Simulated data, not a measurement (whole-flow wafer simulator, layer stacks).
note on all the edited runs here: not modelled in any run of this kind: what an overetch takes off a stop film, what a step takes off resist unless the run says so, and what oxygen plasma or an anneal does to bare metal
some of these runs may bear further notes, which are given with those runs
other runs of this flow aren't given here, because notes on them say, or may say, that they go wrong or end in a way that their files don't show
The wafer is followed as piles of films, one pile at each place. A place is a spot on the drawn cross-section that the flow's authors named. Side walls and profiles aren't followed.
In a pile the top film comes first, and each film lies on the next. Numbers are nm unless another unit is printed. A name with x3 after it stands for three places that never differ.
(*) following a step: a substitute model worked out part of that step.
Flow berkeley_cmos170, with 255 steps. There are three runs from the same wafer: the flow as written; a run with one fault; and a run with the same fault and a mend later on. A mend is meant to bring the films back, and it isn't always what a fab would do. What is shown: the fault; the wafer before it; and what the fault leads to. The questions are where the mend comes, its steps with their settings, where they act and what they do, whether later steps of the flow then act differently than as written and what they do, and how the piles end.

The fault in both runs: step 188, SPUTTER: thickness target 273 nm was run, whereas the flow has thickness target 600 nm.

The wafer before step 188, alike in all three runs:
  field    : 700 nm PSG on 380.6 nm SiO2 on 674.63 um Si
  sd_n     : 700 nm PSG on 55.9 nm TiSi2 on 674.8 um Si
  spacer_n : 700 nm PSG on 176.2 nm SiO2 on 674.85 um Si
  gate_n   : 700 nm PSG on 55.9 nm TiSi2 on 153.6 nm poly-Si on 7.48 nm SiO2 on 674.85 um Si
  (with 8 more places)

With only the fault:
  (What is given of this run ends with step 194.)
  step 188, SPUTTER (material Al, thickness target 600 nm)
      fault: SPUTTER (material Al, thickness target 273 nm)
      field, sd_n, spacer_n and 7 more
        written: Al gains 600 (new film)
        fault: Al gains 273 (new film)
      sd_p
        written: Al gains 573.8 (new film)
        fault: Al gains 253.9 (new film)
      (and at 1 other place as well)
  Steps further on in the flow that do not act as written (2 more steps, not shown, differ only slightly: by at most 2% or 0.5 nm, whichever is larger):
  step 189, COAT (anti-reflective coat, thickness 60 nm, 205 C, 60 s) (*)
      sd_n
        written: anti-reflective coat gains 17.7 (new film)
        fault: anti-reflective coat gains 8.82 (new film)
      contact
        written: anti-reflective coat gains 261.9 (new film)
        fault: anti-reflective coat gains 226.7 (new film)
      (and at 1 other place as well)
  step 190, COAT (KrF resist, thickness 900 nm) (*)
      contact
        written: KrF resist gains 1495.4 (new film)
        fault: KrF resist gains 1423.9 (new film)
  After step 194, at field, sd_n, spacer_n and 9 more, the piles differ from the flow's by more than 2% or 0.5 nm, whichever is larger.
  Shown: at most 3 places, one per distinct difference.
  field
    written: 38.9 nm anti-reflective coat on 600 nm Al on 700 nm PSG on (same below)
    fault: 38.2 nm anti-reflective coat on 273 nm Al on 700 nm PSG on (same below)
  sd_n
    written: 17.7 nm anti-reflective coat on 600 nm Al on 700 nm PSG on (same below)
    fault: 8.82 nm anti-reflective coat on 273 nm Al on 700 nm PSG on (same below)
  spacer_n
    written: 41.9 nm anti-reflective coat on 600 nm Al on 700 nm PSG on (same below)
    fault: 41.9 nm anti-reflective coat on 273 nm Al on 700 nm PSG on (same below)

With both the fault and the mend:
  After step 188 comes the mend.
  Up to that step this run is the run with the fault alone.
  step 188a, ETCH (chemistry al pan, depth target 313.6 nm)
      field, sd_n, spacer_n and 7 more
        Al loses 273 (all of it)
      sd_p
        Al loses 253.9 (all of it)
      contact
        Al loses 193.5 (all of it)
  step 188b, SPUTTER (material Al, thickness target 600 nm) (the flow's step 188 again)
      field, sd_n, spacer_n and 7 more
        Al gains 600 (new film)
      sd_p
        Al gains 573.8 (new film)
      contact
        Al gains 415.7 (new film)
  Later steps of the flow that are run all act as written at every place that is followed.
  By the end, the piles equal the flow's at every place that both follow.
